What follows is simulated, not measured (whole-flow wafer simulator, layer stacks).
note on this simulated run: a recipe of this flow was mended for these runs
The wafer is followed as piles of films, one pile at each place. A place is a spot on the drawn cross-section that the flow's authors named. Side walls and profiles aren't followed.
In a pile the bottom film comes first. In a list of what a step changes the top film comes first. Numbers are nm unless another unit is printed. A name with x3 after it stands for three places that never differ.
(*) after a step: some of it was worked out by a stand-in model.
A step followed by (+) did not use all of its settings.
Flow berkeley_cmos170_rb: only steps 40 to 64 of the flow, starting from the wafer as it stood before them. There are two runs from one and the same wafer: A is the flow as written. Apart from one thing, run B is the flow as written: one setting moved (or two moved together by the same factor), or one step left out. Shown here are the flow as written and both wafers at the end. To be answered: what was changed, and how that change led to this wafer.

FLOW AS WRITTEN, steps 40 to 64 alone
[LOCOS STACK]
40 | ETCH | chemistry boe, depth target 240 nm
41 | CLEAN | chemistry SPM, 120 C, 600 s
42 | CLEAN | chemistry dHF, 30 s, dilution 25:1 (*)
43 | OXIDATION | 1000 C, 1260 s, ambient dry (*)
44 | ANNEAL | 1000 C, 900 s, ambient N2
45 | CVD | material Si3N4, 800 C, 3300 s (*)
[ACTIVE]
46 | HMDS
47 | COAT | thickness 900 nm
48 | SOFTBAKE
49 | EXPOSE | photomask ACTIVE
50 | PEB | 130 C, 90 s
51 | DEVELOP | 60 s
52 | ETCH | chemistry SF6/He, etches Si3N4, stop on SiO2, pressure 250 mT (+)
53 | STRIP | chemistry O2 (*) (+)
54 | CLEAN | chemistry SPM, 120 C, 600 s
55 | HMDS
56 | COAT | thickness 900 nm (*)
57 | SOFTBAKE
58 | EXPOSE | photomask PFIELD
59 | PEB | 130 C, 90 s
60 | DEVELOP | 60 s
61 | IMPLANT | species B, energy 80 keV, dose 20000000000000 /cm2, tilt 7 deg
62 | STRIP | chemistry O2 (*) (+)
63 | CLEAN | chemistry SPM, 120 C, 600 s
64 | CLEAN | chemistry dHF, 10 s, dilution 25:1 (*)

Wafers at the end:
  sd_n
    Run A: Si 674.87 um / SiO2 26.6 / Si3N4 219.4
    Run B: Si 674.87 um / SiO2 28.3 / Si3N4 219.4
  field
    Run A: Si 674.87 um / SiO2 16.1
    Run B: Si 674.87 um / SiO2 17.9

The reason: step 43, OXIDATION: 1418 s was run, whereas the flow has 1260 s.

Step by step, how the change led to this:
  43 | OXIDATION | 1000 C, 1260 s, ambient dry (*)
      field, sd_n, spacer_n and 6 more: A +26.6 SiO2 (new film), -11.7 Si | B +28.3 SiO2 (new film), -12.4 Si
